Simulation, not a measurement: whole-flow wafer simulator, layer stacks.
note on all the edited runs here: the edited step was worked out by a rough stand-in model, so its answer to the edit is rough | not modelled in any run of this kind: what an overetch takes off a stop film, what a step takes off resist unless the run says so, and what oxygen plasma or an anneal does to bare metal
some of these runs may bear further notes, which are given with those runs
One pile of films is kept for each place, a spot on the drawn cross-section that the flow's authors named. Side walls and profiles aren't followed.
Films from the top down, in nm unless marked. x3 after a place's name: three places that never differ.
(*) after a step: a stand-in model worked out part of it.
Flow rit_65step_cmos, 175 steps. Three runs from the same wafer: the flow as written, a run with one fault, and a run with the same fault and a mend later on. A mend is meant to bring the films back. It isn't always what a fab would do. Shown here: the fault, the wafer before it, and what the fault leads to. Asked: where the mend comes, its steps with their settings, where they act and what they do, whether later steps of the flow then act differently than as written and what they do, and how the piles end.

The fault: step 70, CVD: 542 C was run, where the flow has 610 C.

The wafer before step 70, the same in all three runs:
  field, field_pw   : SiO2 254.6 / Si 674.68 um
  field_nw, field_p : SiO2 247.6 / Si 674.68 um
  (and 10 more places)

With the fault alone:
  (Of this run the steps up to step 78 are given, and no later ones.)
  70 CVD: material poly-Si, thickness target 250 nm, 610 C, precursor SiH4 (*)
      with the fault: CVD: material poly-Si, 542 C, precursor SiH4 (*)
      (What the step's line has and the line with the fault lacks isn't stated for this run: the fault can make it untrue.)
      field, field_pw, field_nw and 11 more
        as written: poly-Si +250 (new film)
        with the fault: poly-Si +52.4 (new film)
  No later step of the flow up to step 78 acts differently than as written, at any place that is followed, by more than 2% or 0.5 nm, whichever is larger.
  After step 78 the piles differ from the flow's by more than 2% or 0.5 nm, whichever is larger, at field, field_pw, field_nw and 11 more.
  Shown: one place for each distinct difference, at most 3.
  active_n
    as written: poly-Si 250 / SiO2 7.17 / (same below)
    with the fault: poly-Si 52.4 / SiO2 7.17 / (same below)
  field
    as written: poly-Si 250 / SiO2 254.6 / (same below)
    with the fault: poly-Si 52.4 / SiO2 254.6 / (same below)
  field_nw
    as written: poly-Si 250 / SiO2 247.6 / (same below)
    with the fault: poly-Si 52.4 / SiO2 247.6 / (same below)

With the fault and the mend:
  The mend comes after step 71.
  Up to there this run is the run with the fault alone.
  71a CVD: material poly-Si, thickness target 198 nm, 610 C, precursor SiH4 (*) (the flow's step 70 once more, with other settings)
      field, field_pw, field_nw and 11 more
        poly-Si +198
  No later step of the flow acts differently than as written, at any place that is followed, by more than 2% or 0.5 nm, whichever is larger.
  At the end the piles differ from the flow's only slightly at the places that both follow, by at most 2% or 0.5 nm, whichever is larger.
